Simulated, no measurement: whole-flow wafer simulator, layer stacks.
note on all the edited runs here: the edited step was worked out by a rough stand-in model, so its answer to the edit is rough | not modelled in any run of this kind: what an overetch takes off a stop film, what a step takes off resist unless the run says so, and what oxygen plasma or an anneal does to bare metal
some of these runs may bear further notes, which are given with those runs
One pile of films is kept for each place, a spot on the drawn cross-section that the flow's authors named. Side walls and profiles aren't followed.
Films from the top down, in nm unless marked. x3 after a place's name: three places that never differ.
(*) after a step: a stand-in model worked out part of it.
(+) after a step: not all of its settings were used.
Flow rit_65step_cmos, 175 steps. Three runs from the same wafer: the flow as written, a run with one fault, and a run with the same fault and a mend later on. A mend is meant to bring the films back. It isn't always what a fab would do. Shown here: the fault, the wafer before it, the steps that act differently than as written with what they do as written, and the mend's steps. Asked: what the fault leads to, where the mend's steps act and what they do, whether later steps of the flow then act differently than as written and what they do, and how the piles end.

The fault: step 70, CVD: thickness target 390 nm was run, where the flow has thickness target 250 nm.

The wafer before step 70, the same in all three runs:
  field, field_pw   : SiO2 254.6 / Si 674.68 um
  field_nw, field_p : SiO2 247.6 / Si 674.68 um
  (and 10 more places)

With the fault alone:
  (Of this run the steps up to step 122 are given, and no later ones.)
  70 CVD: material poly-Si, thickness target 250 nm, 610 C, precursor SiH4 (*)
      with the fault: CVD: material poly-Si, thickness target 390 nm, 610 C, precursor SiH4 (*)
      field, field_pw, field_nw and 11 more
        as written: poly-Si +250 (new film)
        with the fault: poly-Si +390 (new film)
  Later steps of the flow that act differently than as written (3 more steps differ only slightly, by at most 2% or 0.5 nm, whichever is larger, and aren't shown):
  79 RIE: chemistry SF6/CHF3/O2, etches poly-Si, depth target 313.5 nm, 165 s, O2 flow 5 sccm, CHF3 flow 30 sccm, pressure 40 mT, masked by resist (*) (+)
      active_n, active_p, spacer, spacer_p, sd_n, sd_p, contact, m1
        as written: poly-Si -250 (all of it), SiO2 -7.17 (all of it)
        with the fault: poly-Si -313.5
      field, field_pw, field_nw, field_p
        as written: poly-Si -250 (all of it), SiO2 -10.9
        with the fault: poly-Si -313.5
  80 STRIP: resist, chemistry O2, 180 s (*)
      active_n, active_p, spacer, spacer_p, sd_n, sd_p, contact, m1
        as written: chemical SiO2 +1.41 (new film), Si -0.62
        with the fault: chemical SiO2 +1.41 (new film), poly-Si -0.62
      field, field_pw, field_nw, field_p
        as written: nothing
        with the fault: chemical SiO2 +1.41 (new film), poly-Si -0.62
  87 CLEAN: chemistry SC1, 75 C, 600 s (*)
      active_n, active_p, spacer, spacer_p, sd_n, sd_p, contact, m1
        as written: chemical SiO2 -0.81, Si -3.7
        with the fault: chemical SiO2 -0.81, poly-Si -3.7
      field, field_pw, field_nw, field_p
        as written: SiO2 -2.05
        with the fault: chemical SiO2 -0.81, poly-Si -3.7
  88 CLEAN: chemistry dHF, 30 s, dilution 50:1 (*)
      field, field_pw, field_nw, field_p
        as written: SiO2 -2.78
        with the fault: chemical SiO2 -0.6 (all of it)
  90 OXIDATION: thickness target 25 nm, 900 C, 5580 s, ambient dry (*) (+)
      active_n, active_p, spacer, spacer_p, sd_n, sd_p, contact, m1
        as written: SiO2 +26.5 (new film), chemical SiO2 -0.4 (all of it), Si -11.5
        with the fault: SiO2 +28.9 (new film), chemical SiO2 -0.4 (all of it), poly-Si -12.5
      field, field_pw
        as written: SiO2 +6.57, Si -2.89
        with the fault: SiO2 +28.9 (new film), chemical SiO2 -0.4 (all of it), poly-Si -12.5
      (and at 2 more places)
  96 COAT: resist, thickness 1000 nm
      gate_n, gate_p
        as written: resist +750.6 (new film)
        with the fault: resist +700.9 (new film)
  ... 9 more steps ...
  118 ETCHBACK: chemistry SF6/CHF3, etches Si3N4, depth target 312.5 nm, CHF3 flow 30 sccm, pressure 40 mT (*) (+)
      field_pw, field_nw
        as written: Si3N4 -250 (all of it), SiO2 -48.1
        with the fault: Si3N4 -250 (all of it), SiO2 -24.1 (all of it), poly-Si -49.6
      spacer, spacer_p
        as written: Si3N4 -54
        with the fault: Si3N4 +0.96
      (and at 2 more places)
  After step 122 the piles differ from the flow's by more than 2% or 0.5 nm, whichever is larger, at field, field_pw, field_nw, field_p, gate_n, gate_p, spacer, spacer_p.
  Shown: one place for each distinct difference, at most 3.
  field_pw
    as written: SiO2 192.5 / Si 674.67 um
    with the fault: poly-Si 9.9 / SiO2 254.6 / Si 674.68 um
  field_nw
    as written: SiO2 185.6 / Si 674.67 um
    with the fault: poly-Si 9.9 / SiO2 247.6 / Si 674.68 um
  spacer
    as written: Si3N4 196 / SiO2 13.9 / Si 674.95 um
    with the fault: Si3N4 251 / SiO2 16.3 / poly-Si 59.5 / SiO2 7.17 / Si 674.97 um

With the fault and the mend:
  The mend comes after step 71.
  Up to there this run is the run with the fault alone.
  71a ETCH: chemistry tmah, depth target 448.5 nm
      field, field_pw, field_nw and 11 more
        poly-Si -390 (all of it)
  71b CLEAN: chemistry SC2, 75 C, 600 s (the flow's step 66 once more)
      changes no film at any place that is followed
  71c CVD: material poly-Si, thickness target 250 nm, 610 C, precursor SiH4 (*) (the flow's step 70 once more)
      field, field_pw, field_nw and 11 more
        poly-Si +250 (new film)
  No later step of the flow acts differently than as written at any place that is followed.
  At the end the piles are the same as the flow's at every place that both follow.
